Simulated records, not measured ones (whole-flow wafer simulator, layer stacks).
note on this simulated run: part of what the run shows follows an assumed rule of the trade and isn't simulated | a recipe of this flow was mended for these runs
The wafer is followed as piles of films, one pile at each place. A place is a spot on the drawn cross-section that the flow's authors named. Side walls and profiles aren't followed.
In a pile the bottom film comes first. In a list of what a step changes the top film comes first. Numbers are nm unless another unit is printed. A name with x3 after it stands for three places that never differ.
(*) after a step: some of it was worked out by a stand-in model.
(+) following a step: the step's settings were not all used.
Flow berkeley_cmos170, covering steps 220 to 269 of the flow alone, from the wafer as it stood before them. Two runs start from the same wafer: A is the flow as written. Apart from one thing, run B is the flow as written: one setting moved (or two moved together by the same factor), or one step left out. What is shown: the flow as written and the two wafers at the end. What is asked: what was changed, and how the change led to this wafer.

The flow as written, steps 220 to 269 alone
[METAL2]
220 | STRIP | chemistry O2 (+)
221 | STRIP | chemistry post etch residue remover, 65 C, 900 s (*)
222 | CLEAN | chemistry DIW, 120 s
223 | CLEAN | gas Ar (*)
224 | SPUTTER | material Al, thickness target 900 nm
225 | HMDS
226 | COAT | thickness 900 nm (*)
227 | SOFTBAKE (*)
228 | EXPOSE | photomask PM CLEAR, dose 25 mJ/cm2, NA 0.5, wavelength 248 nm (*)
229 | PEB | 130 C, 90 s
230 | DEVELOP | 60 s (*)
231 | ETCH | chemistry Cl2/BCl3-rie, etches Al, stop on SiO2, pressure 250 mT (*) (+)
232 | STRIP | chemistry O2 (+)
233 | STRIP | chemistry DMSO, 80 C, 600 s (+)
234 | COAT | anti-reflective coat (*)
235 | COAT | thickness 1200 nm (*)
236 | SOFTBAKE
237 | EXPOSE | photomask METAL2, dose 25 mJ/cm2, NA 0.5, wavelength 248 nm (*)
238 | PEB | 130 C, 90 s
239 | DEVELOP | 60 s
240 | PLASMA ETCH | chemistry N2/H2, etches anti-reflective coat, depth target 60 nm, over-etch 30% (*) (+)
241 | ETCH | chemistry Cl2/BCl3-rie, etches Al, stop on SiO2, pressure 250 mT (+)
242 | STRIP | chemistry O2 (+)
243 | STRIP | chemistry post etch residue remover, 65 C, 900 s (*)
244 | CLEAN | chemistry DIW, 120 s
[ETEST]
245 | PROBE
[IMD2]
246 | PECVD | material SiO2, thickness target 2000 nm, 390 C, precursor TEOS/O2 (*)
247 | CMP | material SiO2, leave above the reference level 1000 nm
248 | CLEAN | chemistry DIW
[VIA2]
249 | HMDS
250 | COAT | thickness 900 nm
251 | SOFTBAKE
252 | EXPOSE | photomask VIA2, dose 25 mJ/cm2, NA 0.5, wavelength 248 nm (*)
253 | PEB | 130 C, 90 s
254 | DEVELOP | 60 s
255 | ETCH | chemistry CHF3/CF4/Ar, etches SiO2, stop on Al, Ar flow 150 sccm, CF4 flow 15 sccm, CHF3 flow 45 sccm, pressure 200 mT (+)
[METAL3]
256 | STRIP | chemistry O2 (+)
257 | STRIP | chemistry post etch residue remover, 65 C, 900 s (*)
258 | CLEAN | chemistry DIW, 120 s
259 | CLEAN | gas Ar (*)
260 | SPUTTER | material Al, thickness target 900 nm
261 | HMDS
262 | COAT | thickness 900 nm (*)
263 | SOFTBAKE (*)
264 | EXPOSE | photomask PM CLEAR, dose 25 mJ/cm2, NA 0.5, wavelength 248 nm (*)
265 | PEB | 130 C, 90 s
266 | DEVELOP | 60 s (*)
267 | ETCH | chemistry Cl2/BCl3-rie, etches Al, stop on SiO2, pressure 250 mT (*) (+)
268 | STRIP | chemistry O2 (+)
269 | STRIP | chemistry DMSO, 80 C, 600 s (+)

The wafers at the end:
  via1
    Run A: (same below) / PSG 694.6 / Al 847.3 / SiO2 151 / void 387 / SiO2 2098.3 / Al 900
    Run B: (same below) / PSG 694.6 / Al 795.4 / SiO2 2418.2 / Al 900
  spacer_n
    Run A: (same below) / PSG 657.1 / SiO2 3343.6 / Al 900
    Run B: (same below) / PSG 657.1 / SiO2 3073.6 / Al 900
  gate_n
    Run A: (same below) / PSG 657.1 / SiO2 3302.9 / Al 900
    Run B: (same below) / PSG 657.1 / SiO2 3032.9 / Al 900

The reason: step 224, SPUTTER: thickness target 630 nm was run, though the flow has thickness target 900 nm.

Step by step, how the change led to this:
  224 | SPUTTER | material Al, thickness target 900 nm
      field, mark, sd_n and 9 more: A +900 Al (new film) | B +630 Al (new film)
      via1: A +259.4 Al | B +207.5 Al
  226 | COAT | thickness 900 nm (*)
      via1: A +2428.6 KrF-resist (new film) | B +2218 KrF-resist (new film)
  229 | PEB | 130 C, 90 s
      via1: A -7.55 KrF-resist | B -6.19 KrF-resist
  231 | ETCH | chemistry Cl2/BCl3-rie, etches Al, stop on SiO2, pressure 250 mT (*) (+)
      field, sd_n, spacer_n and 9 more: A -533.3 KrF-resist | B -398.3 KrF-resist
      mark: A -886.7 Al (all of it), -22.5 SiO2 | B -616.7 Al (all of it), -22.5 SiO2
  232 | STRIP | chemistry O2 (+)
      field, spacer_n, gate_n: A -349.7 KrF-resist (all of it) | B -484.7 KrF-resist (all of it)
      sd_n: A -347 KrF-resist (all of it) | B -482.2 KrF-resist (all of it)
      (and at 8 other places as well)
  234 | COAT | anti-reflective coat (*)
      via1: A +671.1 anti-reflective coat (new film) | B +562.8 anti-reflective coat (new film)
  235 | COAT | thickness 1200 nm (*)
      via1: A +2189 KrF-resist (new film) | B +2069.1 KrF-resist (new film)
  238 | PEB | 130 C, 90 s
      via1: A -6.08 KrF-resist | B -5.44 KrF-resist
  241 | ETCH | chemistry Cl2/BCl3-rie, etches Al, stop on SiO2, pressure 250 mT (+)
      field, sd_n, spacer_n, gate_n, sd_p, spacer_p, gate_p: A -900 Al (all of it), -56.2 SiO2 | B -630 Al (all of it), -56.2 SiO2
      contact, m1, via1, m2, via2: A -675 KrF-resist | B -540 KrF-resist
      (and at 1 other place as well)
  242 | STRIP | chemistry O2 (+)
      contact: A -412 KrF-resist (all of it), -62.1 anti-reflective coat (all of it) | B -545.3 KrF-resist (all of it), -62.1 anti-reflective coat (all of it)
      m1: A -433.1 KrF-resist (all of it), -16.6 anti-reflective coat (all of it) | B -560.5 KrF-resist (all of it), -16.7 anti-reflective coat (all of it)
      (and at 3 other places as well)
  246 | PECVD | material SiO2, thickness target 2000 nm, 390 C, precursor TEOS/O2 (*)
      via1: A +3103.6 SiO2 (new film), +387 void (new film), +151 SiO2 (new film) | B +3423.5 SiO2 (new film)
  247 | CMP | material SiO2, leave above the reference level 1000 nm
      mark: A nothing | B -214.8 SiO2
      field, sd_n, spacer_n, gate_n, sd_p, spacer_p, gate_p: A -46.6 SiO2 | B -316.6 SiO2
